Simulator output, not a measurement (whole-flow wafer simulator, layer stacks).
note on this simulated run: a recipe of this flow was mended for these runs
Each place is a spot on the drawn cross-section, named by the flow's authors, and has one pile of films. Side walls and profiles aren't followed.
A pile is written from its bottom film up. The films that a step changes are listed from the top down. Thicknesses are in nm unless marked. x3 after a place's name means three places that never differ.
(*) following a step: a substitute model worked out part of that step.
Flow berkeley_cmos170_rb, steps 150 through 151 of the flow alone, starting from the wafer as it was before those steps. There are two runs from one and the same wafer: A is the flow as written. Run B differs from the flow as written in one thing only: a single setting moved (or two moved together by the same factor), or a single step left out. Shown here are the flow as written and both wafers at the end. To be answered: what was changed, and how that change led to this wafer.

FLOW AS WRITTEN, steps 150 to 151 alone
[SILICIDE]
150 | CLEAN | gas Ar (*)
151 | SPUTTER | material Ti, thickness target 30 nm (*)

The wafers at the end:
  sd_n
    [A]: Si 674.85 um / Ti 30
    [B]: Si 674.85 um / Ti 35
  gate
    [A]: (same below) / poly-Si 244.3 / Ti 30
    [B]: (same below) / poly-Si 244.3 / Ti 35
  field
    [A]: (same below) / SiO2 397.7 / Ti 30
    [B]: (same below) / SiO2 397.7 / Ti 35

The reason: step 151, SPUTTER: thickness target 35 nm was run, though the flow has thickness target 30 nm.
The wafer itself shows it: sd_n has Ti 35, and step 151 as written asks for 30 nm.

The path from the change to this, step by step:
  151 | SPUTTER | material Ti, thickness target 30 nm (*)
      field, sd_n, spacer_n, gate, spacer_p, gate_p, contact, m1: A Ti gains 30 (new film) | B Ti gains 35 (new film)
      sd_p: A Ti gains 27.9 (new film) | B Ti gains 32.6 (new film)
